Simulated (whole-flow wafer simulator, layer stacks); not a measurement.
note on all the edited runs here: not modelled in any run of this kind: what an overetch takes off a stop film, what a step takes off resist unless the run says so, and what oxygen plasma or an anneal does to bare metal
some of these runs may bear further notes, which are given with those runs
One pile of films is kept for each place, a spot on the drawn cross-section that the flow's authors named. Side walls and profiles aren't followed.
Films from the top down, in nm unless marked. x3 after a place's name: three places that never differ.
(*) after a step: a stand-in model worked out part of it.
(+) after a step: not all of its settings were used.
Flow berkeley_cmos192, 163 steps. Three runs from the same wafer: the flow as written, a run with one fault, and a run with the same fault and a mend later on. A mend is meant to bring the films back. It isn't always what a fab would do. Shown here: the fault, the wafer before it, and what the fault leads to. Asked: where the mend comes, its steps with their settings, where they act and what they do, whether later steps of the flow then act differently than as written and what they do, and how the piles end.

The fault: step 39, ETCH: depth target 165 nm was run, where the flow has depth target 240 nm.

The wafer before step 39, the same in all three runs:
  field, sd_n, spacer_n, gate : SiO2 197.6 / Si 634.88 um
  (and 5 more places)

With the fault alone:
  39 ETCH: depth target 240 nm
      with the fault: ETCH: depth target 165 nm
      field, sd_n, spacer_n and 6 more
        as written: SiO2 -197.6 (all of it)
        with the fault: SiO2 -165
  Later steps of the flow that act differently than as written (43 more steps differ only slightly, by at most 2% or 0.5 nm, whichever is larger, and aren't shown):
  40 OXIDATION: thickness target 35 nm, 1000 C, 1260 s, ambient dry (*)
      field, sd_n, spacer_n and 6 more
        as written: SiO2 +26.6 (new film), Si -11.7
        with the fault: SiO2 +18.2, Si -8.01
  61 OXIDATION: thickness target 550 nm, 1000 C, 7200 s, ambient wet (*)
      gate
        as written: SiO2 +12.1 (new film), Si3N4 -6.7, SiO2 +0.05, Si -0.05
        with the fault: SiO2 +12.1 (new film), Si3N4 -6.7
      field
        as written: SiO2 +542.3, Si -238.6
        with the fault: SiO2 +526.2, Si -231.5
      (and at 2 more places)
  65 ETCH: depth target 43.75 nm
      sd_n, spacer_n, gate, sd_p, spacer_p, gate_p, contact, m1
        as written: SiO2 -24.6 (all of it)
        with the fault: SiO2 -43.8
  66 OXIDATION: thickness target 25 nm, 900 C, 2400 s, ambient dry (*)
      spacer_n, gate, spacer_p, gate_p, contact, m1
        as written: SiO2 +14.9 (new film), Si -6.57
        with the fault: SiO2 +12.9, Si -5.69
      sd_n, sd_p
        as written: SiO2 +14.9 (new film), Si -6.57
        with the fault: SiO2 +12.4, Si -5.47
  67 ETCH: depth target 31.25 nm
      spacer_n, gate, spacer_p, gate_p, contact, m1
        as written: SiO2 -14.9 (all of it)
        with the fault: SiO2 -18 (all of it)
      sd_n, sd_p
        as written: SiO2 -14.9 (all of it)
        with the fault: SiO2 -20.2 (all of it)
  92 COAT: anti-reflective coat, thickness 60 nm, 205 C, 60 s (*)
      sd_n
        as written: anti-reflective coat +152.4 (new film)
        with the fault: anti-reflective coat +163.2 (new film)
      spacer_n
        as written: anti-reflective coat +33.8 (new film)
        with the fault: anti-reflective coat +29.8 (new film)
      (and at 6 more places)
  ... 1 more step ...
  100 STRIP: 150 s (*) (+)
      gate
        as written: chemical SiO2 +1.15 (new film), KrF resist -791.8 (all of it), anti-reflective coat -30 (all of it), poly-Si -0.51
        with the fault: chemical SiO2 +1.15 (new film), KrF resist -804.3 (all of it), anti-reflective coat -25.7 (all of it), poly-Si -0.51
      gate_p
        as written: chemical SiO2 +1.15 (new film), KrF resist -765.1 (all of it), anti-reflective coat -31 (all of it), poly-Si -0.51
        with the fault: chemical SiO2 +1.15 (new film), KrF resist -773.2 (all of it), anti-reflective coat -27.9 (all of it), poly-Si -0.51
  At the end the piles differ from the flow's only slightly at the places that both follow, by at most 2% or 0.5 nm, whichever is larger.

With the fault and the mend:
  The mend comes after step 39.
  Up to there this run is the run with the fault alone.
  39a ETCH: depth target 75 nm (the flow's step 39 once more, with other settings)
      field, sd_n, spacer_n and 6 more
        SiO2 -32.6 (all of it)
  No later step of the flow acts differently than as written at any place that is followed.
  At the end the piles are the same as the flow's at every place that both follow.
